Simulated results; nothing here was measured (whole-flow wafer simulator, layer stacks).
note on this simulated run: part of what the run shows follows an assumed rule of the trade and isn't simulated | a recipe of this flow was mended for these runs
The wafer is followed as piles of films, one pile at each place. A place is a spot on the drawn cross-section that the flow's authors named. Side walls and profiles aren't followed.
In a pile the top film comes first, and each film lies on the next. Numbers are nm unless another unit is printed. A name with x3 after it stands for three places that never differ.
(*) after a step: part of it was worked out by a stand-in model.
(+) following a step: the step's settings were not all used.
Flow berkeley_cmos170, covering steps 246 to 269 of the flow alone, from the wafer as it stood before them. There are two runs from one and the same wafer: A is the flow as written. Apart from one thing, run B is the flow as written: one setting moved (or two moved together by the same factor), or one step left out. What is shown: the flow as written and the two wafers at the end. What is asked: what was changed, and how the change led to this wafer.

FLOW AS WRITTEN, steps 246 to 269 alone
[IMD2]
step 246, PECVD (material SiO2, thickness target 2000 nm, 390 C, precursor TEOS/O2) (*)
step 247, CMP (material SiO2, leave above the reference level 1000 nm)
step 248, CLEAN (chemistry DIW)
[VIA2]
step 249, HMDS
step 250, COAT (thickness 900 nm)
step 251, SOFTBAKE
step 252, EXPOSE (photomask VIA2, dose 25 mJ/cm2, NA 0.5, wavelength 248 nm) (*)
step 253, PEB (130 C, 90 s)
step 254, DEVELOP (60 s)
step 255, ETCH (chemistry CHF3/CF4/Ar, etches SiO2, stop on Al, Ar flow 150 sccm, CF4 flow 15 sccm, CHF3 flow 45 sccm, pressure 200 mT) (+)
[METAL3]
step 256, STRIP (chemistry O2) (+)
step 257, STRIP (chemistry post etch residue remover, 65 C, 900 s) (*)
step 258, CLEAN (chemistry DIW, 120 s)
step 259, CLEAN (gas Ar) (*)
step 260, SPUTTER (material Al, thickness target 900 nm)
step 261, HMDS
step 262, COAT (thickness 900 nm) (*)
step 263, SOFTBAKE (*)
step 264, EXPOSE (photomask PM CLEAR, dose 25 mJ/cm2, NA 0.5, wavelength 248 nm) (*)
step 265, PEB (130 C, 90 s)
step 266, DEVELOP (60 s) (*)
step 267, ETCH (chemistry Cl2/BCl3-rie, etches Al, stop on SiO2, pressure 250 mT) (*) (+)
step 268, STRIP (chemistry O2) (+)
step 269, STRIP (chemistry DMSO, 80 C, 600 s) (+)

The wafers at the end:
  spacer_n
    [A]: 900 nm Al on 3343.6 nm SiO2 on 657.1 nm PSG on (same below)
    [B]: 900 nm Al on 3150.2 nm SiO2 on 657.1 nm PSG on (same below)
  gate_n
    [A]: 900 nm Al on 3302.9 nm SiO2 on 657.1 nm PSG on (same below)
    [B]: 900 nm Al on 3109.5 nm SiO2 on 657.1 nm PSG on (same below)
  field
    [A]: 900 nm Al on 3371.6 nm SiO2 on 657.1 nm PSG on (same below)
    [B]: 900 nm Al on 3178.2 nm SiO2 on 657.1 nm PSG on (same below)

The reason: step 246, PECVD: thickness target 1760 nm was run, while the flow as written has thickness target 2000 nm.

Step by step, how the change led to this:
  step 246, PECVD (material SiO2, thickness target 2000 nm, 390 C, precursor TEOS/O2) (*)
      field, mark, sd_n, spacer_n, gate_n, sd_p, spacer_p, gate_p: A SiO2 gains 2000 | B SiO2 gains 1760
      contact, m1, m2, via2: A SiO2 gains 2000 (new film) | B SiO2 gains 1760 (new film)
      (as well as at 1 more place)
  step 247, CMP (material SiO2, leave above the reference level 1000 nm)
      field, sd_n, spacer_n, gate_n, sd_p, spacer_p, gate_p: A SiO2 loses 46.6 | B nothing
      contact, m1, via1, m2, via2: A SiO2 loses 1000 | B SiO2 loses 760
  step 250, COAT (thickness 900 nm)
      sd_n: A KrF-resist gains 900 (new film) | B KrF-resist gains 973.8 (new film)
      contact: A KrF-resist gains 900 (new film) | B KrF-resist gains 823.1 (new film)
      (as well as at 4 more places)
  step 254, DEVELOP (60 s)
      via2: A KrF-resist loses 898 (all of it) | B KrF-resist loses 818.6 (all of it)
  step 256, STRIP (chemistry O2) (+)
      sd_n: A KrF-resist loses 607.6 (all of it) | B KrF-resist loses 681.3 (all of it)
      contact: A KrF-resist loses 607.6 (all of it) | B KrF-resist loses 531 (all of it)
      (as well as at 3 more places)
  step 262, COAT (thickness 900 nm) (*)
      sd_n: A KrF-resist gains 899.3 (new film) | B KrF-resist gains 972.3 (new film)
      contact: A KrF-resist gains 898.4 (new film) | B KrF-resist gains 817.7 (new film)
      (as well as at 4 more places)
  step 265, PEB (130 C, 90 s)
      via2: A KrF-resist loses 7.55 | B KrF-resist loses 6.99
  step 268, STRIP (chemistry O2) (+)
      sd_n: A KrF-resist loses 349 (all of it) | B KrF-resist loses 421.8 (all of it)
      gate_p: A KrF-resist loses 349.6 (all of it) | B KrF-resist loses 357.2 (all of it)
      (as well as at 5 more places)
